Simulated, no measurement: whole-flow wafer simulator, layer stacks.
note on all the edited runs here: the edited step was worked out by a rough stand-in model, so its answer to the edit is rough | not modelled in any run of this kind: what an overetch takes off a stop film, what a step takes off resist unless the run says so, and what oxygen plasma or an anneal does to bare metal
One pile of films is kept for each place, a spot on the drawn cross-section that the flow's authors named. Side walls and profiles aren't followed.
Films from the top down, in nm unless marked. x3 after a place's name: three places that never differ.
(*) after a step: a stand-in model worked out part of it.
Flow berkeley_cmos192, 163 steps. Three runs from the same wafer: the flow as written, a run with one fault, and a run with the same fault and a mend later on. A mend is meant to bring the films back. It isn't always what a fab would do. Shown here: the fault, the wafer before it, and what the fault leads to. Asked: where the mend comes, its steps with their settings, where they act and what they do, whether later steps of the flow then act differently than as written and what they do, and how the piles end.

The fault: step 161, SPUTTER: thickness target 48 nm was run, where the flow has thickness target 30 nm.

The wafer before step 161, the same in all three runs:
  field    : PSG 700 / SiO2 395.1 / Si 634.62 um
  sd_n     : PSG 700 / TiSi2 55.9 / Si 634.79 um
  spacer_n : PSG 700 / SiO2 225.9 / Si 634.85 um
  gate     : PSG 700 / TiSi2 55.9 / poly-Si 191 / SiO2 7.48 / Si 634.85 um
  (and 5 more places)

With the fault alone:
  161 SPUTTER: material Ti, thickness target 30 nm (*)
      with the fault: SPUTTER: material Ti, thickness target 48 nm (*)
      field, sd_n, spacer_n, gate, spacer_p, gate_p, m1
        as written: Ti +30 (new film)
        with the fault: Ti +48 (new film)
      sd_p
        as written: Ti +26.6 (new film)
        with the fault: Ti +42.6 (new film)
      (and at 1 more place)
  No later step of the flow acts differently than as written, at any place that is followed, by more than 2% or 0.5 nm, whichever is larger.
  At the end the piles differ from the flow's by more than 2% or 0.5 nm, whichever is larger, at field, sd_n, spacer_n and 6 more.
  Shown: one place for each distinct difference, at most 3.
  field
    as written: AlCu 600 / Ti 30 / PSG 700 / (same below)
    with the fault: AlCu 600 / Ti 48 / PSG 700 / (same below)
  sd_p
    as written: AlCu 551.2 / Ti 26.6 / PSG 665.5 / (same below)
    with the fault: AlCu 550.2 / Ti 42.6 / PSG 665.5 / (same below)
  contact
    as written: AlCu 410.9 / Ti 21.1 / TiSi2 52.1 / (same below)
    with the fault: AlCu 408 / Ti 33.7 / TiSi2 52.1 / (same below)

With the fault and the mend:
  The mend comes after step 161.
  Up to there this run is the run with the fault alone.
  161a ETCH: chemistry piranha, etches Ti, 120 C, 83 s (the flow's step 148 once more, with other settings)
      field, sd_n, spacer_n, gate, spacer_p, gate_p, m1
        Ti -48 (all of it)
      sd_p
        Ti -42.6 (all of it)
      contact
        Ti -33.7 (all of it), TiSi2 -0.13
  161b SPUTTER: material Ti, thickness target 30 nm (*) (the flow's step 161 once more)
      field, sd_n, spacer_n, gate, spacer_p, gate_p, m1
        Ti +30 (new film)
      sd_p
        Ti +26.6 (new film)
      contact
        Ti +21.1 (new film)
  No later step of the flow acts differently than as written at any place that is followed.
  At the end the piles differ from the flow's only slightly at the places that both follow, by at most 2% or 0.5 nm, whichever is larger.
